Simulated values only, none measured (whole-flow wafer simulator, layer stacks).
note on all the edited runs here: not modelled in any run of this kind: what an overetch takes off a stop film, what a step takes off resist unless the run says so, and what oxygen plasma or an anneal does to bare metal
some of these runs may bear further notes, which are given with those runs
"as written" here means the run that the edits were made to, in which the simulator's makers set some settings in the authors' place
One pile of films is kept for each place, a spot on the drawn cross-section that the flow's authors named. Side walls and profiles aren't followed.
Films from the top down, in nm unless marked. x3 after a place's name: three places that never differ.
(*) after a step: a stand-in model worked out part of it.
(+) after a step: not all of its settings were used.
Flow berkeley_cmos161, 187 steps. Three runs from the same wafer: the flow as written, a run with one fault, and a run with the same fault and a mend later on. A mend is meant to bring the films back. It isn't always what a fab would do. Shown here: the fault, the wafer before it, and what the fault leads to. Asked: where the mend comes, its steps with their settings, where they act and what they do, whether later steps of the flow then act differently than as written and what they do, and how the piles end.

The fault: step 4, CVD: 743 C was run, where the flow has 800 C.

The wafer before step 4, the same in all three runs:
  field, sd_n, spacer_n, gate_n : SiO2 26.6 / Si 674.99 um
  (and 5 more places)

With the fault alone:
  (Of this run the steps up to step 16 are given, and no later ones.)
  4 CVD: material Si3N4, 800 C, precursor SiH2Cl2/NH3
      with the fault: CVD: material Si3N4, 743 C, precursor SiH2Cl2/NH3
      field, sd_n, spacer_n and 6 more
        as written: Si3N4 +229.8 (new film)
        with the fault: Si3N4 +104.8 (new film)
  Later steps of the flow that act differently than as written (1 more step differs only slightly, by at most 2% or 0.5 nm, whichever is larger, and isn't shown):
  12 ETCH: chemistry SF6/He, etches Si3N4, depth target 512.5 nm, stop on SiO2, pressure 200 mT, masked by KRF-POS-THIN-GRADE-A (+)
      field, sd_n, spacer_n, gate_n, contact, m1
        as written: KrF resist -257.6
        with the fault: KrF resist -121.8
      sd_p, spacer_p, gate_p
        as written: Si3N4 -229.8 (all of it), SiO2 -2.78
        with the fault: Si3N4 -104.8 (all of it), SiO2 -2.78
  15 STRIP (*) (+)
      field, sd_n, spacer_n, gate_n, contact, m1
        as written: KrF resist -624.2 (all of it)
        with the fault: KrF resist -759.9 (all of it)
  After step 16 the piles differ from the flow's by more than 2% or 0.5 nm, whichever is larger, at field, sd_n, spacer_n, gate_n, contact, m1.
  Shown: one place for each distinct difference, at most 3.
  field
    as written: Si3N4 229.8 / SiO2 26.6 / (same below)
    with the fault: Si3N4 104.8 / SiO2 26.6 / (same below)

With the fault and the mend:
  The mend comes after step 4.
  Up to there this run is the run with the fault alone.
  4a CVD: material Si3N4, 800 C, precursor SiH2Cl2/NH3 (the flow's step 4 once more, with other settings that aren't printed)
      field, sd_n, spacer_n and 6 more
        Si3N4 +124.9
  No later step of the flow acts differently than as written, at any place that is followed, by more than 2% or 0.5 nm, whichever is larger.
  At the end the piles are the same as the flow's at every place that both follow.
